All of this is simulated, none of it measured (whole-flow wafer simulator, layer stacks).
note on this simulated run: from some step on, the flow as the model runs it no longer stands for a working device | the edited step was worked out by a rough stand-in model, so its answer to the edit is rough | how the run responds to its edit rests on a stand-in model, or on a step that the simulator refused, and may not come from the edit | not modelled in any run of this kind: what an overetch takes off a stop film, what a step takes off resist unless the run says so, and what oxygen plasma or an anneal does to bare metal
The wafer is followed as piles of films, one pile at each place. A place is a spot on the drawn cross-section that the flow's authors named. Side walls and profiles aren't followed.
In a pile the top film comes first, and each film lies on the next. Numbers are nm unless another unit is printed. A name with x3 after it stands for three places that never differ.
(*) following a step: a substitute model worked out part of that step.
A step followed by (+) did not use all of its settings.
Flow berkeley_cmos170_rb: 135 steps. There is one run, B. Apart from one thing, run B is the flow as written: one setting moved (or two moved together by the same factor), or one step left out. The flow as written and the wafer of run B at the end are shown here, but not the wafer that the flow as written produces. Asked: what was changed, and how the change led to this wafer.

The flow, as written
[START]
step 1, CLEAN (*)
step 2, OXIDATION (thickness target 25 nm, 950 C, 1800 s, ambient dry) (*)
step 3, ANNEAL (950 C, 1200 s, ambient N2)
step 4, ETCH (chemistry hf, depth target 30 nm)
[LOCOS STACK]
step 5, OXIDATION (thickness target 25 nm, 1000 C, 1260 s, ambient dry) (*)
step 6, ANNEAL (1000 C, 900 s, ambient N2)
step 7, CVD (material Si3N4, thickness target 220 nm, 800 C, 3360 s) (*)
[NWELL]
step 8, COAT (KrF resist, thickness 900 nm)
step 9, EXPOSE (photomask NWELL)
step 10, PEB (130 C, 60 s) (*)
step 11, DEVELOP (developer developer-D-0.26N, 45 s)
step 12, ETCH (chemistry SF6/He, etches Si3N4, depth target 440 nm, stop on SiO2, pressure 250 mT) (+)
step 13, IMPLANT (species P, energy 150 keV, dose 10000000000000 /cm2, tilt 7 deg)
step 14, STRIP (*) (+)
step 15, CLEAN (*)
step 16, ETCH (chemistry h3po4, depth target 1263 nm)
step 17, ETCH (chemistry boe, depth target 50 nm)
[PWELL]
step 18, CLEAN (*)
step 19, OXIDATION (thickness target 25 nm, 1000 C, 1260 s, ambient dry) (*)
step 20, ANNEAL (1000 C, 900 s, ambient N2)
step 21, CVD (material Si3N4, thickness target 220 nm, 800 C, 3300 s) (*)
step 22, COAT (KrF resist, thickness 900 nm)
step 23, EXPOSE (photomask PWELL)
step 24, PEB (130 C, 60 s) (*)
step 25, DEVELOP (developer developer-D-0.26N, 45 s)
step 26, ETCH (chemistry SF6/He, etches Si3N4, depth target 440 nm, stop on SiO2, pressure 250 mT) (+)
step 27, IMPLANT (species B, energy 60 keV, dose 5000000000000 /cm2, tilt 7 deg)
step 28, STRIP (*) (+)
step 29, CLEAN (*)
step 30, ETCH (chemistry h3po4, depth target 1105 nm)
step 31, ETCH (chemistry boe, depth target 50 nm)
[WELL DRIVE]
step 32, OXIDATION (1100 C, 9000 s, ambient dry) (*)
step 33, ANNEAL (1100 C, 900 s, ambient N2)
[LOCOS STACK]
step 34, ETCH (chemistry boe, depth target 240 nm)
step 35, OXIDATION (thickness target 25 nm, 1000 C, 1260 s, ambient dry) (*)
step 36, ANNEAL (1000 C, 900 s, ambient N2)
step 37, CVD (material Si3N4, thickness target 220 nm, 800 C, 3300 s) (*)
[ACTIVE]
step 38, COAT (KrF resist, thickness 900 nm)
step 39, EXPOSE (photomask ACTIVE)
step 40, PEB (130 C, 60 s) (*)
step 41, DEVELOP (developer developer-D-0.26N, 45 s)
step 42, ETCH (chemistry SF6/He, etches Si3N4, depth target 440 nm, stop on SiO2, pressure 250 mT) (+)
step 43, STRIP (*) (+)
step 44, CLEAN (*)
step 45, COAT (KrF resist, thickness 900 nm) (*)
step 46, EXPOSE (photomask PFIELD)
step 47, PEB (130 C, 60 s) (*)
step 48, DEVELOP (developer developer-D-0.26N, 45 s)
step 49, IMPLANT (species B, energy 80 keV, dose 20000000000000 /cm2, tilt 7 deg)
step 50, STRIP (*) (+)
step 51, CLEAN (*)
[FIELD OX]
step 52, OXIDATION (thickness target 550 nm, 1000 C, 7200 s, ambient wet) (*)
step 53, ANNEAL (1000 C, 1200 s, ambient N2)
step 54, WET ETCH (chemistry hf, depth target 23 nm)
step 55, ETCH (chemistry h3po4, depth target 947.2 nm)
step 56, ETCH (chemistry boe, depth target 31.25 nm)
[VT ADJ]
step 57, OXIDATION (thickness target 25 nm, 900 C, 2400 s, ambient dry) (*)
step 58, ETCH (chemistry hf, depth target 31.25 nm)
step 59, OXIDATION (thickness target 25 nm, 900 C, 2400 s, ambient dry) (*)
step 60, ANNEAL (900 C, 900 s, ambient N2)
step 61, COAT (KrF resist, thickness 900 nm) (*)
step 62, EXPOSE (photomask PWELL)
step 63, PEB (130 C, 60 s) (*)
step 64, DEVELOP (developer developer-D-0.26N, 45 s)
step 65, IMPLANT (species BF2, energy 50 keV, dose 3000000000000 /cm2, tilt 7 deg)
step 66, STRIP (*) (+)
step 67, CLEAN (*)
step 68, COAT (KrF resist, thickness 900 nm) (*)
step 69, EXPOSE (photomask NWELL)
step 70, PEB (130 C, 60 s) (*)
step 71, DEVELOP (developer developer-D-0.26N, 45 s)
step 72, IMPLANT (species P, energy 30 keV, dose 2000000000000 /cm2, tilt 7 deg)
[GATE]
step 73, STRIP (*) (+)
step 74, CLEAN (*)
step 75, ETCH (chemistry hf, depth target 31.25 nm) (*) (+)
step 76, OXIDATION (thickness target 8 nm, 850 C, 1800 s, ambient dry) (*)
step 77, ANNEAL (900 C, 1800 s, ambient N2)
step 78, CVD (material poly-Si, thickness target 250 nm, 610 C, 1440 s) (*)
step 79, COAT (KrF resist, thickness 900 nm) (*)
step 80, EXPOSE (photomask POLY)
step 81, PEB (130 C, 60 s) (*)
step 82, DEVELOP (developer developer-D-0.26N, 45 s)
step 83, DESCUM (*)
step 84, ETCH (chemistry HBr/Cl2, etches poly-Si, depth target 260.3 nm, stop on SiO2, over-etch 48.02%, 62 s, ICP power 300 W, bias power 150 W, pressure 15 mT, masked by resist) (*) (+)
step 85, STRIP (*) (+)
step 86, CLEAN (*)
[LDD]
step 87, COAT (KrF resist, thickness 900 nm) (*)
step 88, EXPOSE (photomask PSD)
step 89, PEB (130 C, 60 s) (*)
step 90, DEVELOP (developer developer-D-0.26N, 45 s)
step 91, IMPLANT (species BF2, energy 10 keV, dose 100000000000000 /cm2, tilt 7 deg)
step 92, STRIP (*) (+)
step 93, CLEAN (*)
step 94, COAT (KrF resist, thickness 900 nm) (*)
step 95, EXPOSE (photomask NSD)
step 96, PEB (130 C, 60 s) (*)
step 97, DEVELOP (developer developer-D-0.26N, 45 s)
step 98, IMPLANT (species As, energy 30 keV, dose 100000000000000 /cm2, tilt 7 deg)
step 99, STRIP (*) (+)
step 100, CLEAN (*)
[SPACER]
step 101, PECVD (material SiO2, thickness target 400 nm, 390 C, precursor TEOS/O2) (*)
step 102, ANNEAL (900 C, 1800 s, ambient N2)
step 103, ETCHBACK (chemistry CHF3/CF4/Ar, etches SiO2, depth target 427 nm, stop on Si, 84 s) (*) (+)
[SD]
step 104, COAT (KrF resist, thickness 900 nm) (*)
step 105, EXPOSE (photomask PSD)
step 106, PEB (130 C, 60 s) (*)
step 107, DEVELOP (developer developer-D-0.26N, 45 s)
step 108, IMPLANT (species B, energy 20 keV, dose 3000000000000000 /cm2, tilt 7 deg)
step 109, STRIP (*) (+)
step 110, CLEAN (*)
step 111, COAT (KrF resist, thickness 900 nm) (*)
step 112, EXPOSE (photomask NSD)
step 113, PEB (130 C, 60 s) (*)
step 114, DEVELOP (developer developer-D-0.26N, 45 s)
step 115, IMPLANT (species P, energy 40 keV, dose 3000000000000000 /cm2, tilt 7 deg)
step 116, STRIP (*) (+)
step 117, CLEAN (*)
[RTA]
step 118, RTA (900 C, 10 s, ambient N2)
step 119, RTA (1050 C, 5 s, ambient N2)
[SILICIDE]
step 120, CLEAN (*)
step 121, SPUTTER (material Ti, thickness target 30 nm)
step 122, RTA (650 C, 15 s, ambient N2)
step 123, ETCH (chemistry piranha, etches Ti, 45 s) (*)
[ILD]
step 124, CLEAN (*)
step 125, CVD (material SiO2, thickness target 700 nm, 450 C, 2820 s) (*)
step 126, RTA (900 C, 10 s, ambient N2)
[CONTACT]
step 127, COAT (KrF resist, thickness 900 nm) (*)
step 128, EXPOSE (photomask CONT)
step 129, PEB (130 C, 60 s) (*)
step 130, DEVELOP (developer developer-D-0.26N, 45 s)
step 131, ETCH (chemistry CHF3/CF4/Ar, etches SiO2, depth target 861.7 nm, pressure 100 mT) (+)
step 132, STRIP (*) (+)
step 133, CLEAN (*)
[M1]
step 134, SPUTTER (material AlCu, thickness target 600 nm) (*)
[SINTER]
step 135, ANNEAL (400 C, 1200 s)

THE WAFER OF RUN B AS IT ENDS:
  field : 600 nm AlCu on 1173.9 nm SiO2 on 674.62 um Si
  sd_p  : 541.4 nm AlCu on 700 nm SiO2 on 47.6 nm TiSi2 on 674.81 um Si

Cause: step 75, ETCH: depth target 15.62 nm was run, whereas the flow has depth target 31.25 nm.

The path from the change to this, step by step:
  step 75, ETCH (chemistry hf, depth target 31.25 nm) (*) (+)
      field: SiO2 loses 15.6 (in the flow as written it would be: SiO2 loses 31.3)
  step 121, SPUTTER (material Ti, thickness target 30 nm)
      sd_p: Ti gains 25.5 (new film) (in the flow as written it would be: Ti gains 27.1 (new film))
  step 122, RTA (650 C, 15 s, ambient N2)
      sd_p: Ti loses 19.9, TiSi2 C49 gains 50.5 (new film), Si loses 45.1 (in the flow as written it would be: Ti loses 21.1, TiSi first gains 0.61 (new film), TiSi2 C49 gains 52.9 (new film), Si loses 47.6)
  step 126, RTA (900 C, 10 s, ambient N2)
      sd_p: under 1 film: TiSi2 gains 47.6 (new film), TiSi2 C49 loses 50.5 (all of it) (in the flow as written it would be: under 1 film: TiSi2 gains 50.7 (new film), TiSi first loses 0.61 (all of it), TiSi2 C49 loses 52.9 (all of it), Si loses 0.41)
